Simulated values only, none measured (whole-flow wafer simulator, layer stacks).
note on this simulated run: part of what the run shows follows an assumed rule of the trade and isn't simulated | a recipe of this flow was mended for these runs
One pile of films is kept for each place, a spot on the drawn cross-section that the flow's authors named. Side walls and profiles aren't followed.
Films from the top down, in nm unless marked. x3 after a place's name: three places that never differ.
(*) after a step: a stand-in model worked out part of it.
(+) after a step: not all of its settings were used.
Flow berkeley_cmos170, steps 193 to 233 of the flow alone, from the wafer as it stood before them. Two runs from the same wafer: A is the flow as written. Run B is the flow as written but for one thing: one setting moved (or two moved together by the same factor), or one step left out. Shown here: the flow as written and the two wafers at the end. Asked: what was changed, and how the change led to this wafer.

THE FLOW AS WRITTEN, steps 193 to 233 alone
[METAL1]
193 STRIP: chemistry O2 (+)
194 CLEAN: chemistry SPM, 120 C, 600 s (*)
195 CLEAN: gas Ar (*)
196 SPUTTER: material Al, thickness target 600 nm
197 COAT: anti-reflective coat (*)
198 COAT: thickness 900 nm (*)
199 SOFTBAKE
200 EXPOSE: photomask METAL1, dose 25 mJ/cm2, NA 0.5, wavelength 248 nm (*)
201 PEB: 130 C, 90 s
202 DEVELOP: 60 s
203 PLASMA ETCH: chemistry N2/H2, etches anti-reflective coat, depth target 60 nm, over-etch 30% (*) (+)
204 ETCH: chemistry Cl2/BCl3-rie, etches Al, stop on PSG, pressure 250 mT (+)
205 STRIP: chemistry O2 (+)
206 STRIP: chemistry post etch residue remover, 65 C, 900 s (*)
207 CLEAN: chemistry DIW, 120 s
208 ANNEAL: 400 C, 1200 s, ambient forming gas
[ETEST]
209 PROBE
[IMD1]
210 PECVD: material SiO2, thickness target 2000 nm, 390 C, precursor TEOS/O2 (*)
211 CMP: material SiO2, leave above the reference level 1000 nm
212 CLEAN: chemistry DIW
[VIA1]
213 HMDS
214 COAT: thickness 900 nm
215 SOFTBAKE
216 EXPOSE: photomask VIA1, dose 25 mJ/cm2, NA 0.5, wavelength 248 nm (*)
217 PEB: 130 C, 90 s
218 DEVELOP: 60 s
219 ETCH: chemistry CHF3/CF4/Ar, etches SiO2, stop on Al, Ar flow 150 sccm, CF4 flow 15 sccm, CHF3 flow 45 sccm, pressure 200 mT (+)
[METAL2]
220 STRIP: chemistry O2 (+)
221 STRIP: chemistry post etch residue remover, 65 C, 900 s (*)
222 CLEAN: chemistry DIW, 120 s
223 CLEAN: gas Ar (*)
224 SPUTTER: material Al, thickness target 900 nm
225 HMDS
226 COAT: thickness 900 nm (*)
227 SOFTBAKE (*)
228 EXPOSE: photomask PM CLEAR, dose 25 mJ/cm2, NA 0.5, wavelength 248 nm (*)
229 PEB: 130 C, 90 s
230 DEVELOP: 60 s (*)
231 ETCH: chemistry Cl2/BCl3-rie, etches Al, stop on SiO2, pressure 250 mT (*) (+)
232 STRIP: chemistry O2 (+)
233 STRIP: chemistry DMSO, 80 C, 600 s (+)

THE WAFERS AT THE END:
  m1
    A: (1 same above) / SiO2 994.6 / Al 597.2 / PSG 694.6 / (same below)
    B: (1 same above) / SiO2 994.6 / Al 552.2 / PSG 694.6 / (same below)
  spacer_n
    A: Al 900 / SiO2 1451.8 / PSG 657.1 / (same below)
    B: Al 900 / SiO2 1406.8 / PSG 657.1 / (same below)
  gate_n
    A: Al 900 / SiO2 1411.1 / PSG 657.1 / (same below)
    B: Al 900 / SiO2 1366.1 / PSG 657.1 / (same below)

The cause: step 196, SPUTTER: thickness target 555 nm was run, where the flow has thickness target 600 nm.

How the change led to this, step by step:
  196 SPUTTER: material Al, thickness target 600 nm
      field, mark, sd_n and 8 more: A Al +600 (new film) | B Al +555 (new film)
      sd_p: A Al +575.5 (new film) | B Al +530.9 (new film)
      (and at 1 more place)
  197 COAT: anti-reflective coat (*)
      sd_n: A anti-reflective coat +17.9 (new film) | B anti-reflective coat +16.6 (new film)
      contact: A anti-reflective coat +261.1 (new film) | B anti-reflective coat +254.8 (new film)
  203 PLASMA ETCH: chemistry N2/H2, etches anti-reflective coat, depth target 60 nm, over-etch 30% (*) (+)
      sd_n: A anti-reflective coat -17.9 (all of it) | B anti-reflective coat -16.6 (all of it)
  204 ETCH: chemistry Cl2/BCl3-rie, etches Al, stop on PSG, pressure 250 mT (+)
      field, mark, sd_n, spacer_n, gate_n, spacer_p, gate_p: A Al -600 (all of it), PSG -37.5 | B Al -555 (all of it), PSG -37.5
      contact, m1, via1, m2, via2: A KrF-resist -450 | B KrF-resist -427.5
      (and at 1 more place)
  205 STRIP: chemistry O2 (+)
      contact: A KrF-resist -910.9 (all of it), anti-reflective coat -261.1 (all of it) | B KrF-resist -924 (all of it), anti-reflective coat -254.8 (all of it)
      m1: A KrF-resist -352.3 (all of it), anti-reflective coat -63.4 (all of it) | B KrF-resist -374.3 (all of it), anti-reflective coat -63.4 (all of it)
      (and at 3 more places)
  211 CMP: material SiO2, leave above the reference level 1000 nm
      spacer_n, spacer_p: A SiO2 -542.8 | B SiO2 -587.8
      gate_n, gate_p: A SiO2 -583.6 | B SiO2 -628.6
      (and at 5 more places)
